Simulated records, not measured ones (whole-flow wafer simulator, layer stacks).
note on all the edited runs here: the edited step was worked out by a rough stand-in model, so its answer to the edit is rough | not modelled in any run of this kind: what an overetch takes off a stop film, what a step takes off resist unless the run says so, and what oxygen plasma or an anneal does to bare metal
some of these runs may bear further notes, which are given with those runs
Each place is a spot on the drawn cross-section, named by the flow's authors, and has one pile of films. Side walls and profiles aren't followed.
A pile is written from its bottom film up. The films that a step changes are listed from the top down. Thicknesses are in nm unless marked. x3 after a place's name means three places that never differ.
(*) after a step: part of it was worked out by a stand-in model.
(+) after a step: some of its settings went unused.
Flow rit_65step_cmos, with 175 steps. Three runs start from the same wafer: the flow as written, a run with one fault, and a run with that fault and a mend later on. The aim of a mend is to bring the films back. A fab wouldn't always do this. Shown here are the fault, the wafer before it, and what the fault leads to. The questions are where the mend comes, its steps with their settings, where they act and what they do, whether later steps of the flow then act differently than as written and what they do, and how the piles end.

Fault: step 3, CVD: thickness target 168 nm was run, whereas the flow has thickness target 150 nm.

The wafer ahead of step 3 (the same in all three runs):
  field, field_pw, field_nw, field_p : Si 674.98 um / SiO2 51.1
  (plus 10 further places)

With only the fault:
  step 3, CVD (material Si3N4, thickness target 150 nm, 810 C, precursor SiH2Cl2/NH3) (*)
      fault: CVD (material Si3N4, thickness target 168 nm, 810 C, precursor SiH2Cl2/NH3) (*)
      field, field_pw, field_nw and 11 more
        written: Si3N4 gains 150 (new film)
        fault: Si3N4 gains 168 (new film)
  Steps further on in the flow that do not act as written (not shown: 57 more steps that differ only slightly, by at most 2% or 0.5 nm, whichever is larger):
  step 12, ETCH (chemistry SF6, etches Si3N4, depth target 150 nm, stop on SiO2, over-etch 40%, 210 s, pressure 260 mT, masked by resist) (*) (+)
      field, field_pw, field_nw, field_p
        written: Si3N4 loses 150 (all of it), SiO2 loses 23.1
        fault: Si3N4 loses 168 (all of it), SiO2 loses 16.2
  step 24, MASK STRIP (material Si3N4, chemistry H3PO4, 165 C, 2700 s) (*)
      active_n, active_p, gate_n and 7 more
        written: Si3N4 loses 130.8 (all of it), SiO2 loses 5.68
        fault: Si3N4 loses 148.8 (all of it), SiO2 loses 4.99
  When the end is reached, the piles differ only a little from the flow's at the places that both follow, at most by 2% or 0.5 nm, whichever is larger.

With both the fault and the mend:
  The mend stands after step 4.
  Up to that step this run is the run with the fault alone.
  step 4a, ETCHBACK (chemistry SF6/CHF3, etches Si3N4, depth target 18 nm, CHF3 flow 30 sccm, pressure 40 mT) (*) (+)
      field, field_pw, field_nw and 11 more
        Si3N4 loses 18
  None of the later steps of the flow acts differently than as written at any place that is followed.
  By the end, the piles equal the flow's at every place that both follow.
